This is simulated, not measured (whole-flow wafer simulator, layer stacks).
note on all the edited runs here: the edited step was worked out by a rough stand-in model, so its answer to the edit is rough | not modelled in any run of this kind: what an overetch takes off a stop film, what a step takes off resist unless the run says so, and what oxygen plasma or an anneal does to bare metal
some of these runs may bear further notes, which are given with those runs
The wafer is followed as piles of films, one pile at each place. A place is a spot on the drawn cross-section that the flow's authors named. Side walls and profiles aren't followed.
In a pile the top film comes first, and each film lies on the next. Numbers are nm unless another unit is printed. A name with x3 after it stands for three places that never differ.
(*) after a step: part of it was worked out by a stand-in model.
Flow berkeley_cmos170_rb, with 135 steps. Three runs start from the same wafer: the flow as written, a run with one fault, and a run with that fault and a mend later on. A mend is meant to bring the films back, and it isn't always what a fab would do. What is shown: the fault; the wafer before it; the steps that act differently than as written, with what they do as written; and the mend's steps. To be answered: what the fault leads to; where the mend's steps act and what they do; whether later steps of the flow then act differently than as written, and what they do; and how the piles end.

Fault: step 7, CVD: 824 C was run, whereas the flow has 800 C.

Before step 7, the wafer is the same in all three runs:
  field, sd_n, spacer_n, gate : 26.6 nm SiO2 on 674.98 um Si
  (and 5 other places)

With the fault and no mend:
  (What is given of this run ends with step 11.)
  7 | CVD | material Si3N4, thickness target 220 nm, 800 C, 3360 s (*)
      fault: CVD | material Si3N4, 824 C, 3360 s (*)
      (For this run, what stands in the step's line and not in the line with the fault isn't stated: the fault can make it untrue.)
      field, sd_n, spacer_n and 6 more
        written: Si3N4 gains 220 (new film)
        fault: Si3N4 gains 293.9 (new film)
  None of the later steps of the flow up to step 11 acts differently than as written at any place that is followed.
  The piles after step 11 differ from the flow's at field, sd_n, spacer_n and 6 more by more than 2% or 0.5 nm, whichever is larger.
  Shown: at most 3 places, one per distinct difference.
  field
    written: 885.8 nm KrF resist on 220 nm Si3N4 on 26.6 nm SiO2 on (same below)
    fault: 885.8 nm KrF resist on 293.9 nm Si3N4 on 26.6 nm SiO2 on (same below)
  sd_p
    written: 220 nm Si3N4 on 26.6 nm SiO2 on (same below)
    fault: 293.9 nm Si3N4 on 26.6 nm SiO2 on (same below)

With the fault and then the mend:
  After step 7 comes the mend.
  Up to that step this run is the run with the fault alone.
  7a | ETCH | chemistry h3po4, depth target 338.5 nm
      field, sd_n, spacer_n and 6 more
        Si3N4 loses 293.9 (all of it)
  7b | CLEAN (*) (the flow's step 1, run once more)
      does not change any film at any place that is followed
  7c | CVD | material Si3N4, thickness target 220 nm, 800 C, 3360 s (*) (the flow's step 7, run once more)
      field, sd_n, spacer_n and 6 more
        Si3N4 gains 220 (new film)
  None of the later steps of the flow acts differently than as written at any place that is followed.
  At every place that both follow, the piles at the end match the flow's.
